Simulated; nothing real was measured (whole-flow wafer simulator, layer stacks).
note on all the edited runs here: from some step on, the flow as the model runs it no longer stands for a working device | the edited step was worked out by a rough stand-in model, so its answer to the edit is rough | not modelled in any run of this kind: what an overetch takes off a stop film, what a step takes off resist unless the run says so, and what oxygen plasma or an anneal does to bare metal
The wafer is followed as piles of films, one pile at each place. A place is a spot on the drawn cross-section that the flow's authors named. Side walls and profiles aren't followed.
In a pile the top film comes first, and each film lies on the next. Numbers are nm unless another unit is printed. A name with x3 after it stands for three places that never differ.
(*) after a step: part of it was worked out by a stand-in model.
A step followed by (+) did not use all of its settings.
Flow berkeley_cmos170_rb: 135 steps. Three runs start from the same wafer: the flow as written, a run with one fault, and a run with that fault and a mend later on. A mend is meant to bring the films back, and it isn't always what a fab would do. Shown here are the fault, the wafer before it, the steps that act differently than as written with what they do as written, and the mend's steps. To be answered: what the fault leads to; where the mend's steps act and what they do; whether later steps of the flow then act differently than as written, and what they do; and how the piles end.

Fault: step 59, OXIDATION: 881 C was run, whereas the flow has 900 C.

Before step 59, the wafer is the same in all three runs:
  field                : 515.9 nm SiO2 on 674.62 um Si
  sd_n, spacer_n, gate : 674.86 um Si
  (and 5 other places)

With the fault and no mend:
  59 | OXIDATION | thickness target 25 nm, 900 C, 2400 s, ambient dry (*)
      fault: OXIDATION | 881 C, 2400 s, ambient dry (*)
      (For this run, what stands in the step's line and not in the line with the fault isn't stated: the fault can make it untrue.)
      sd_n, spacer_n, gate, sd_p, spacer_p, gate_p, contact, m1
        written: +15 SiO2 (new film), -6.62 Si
        fault: +12.4 SiO2 (new film), -5.47 Si
  Steps further on in the flow that do not act as written (30 more steps, not shown, differ only slightly: by at most 2% or 0.5 nm, whichever is larger):
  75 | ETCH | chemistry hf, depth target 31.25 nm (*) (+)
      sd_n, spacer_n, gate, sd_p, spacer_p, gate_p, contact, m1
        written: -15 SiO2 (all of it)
        fault: -12.4 SiO2 (all of it)
  At the end the piles are close to the flow's at the places that both follow, differing by at most 2% or 0.5 nm, whichever is larger.

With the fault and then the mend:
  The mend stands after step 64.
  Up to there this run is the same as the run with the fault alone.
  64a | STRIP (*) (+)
      sd_p
        -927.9 KrF resist (all of it)
      spacer_p
        -911.1 KrF resist (all of it)
      gate_p
        -910.3 KrF resist (all of it)
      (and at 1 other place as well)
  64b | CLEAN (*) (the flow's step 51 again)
      leaves every film unchanged at each place that is followed
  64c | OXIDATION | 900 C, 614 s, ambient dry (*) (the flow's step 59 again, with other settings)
      sd_n, spacer_n, gate, sd_p, spacer_p, gate_p, contact, m1
        +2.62 SiO2, -1.15 Si
      field
        +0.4 SiO2, -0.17 Si
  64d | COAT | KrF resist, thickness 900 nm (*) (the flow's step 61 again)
      field
        +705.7 KrF resist (new film)
      sd_n
        +957.4 KrF resist (new film)
      spacer_n
        +924.9 KrF resist (new film)
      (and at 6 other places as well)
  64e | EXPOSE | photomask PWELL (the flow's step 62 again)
      leaves every film unchanged at each place that is followed
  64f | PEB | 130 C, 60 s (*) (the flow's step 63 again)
      leaves every film unchanged at each place that is followed
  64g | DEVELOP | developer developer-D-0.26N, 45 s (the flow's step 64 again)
      sd_p, spacer_p, gate_p, m1
        -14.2 KrF resist
      field
        -705.7 KrF resist (all of it)
      sd_n
        -957.4 KrF resist (all of it)
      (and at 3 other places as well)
  Later steps of the flow that are run all act as written at every place that is followed, up to a difference of at most 2% or 0.5 nm, whichever is larger.
  At the end the piles are close to the flow's at the places that both follow, differing by at most 2% or 0.5 nm, whichever is larger.
